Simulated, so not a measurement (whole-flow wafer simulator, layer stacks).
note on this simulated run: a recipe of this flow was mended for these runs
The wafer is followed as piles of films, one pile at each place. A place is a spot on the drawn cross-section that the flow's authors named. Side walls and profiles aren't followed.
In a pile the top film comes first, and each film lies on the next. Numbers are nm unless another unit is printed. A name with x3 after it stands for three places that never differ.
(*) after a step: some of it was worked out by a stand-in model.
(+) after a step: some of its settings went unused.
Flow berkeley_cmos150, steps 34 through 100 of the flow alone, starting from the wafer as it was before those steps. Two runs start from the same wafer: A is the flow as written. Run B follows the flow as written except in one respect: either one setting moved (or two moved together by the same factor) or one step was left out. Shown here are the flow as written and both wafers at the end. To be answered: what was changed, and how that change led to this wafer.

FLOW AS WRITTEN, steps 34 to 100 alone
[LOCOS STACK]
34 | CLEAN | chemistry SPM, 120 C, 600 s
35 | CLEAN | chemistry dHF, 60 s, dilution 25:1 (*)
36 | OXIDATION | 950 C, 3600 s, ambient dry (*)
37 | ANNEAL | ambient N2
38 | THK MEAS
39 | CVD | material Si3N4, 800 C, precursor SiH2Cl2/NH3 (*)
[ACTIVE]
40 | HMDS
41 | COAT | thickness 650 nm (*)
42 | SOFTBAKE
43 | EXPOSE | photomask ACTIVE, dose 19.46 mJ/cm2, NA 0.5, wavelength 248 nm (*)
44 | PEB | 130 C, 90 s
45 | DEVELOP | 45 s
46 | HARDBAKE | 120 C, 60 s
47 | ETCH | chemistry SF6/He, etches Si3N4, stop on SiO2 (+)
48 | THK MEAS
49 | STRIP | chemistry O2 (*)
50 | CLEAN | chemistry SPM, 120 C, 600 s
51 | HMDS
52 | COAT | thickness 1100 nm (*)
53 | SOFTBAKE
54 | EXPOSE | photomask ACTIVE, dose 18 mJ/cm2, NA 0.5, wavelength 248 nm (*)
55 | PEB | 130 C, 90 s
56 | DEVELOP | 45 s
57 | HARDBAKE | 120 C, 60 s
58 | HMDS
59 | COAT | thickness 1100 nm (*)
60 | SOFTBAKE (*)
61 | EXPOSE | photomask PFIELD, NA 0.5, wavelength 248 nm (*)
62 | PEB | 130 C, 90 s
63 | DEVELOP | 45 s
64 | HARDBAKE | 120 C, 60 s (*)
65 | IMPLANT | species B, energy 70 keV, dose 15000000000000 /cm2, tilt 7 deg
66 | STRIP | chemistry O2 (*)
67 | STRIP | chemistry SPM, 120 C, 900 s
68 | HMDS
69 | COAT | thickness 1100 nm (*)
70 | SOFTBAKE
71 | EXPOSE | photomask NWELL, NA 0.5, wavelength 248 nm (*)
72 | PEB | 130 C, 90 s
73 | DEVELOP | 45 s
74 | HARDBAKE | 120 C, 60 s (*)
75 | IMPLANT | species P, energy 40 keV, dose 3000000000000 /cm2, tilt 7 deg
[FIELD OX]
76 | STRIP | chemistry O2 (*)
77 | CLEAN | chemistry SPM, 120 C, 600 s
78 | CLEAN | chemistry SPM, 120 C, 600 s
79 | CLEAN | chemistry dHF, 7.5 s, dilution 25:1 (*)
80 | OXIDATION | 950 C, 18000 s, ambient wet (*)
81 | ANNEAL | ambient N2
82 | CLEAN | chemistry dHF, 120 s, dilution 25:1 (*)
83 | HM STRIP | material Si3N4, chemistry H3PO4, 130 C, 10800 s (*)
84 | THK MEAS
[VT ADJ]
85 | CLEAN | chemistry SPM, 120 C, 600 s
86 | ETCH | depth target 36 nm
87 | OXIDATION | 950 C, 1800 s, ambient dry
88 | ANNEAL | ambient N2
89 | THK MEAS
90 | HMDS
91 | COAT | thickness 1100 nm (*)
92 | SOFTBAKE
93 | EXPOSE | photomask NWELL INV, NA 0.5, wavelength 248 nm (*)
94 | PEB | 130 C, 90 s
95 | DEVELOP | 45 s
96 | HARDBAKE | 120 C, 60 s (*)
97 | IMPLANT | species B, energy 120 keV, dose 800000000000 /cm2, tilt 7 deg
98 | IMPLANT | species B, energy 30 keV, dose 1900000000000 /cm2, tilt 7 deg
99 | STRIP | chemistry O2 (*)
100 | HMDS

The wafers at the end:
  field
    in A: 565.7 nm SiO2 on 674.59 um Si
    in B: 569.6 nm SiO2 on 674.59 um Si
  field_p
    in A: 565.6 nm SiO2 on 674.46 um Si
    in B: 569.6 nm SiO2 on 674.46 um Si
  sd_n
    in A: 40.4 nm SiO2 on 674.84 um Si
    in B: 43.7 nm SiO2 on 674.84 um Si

The reason: step 86, ETCH: depth target 32 nm was run, though the flow has depth target 36 nm.

Step by step, how the change led to this:
  86 | ETCH | depth target 36 nm
      field, field_p, sd_n: A -36 SiO2 | B -32 SiO2
  87 | OXIDATION | 950 C, 1800 s, ambient dry
      sd_n: A +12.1 SiO2, -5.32 Si | B +11.4 SiO2, -5.04 Si
